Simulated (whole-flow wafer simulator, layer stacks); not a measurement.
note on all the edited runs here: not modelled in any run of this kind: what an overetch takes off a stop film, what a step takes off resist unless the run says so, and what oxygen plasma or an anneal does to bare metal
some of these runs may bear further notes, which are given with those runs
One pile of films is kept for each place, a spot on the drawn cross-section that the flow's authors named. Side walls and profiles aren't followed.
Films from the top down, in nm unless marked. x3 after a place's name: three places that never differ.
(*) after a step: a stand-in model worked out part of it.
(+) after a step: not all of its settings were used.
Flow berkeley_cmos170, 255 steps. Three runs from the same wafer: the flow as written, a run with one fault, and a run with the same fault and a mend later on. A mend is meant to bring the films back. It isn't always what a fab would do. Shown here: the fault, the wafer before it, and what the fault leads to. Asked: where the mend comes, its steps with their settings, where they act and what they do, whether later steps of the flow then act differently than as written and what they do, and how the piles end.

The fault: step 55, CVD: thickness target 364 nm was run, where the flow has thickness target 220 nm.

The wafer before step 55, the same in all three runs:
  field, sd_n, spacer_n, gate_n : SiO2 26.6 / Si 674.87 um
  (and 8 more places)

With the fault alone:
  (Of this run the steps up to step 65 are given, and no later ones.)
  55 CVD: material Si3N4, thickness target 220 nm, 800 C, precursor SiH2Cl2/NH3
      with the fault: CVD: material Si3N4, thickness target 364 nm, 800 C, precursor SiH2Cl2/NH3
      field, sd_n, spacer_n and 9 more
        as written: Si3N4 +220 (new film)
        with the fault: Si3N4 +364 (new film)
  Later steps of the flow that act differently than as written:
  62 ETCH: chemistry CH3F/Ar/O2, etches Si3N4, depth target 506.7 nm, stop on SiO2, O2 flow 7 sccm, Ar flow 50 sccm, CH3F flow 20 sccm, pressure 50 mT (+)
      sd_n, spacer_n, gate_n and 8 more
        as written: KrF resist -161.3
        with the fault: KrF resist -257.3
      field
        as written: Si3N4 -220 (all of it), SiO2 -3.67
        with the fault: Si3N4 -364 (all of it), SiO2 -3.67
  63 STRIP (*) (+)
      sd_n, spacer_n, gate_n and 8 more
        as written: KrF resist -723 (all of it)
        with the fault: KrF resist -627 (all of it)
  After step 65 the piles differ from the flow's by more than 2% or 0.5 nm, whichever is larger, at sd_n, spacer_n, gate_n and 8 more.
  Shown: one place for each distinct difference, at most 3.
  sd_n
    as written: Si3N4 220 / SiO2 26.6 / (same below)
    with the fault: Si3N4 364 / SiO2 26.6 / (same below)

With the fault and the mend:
  The mend comes after step 55.
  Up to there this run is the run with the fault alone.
  55a ETCH: chemistry h3po4, depth target 418.6 nm
      field, sd_n, spacer_n and 9 more
        Si3N4 -364 (all of it)
  55b CLEAN: chemistry SPM
      changes no film at any place that is followed
  55c CVD: material Si3N4, thickness target 220 nm, 800 C, precursor SiH2Cl2/NH3 (the flow's step 55 once more)
      field, sd_n, spacer_n and 9 more
        Si3N4 +220 (new film)
  No later step of the flow acts differently than as written at any place that is followed.
  At the end the piles are the same as the flow's at every place that both follow.
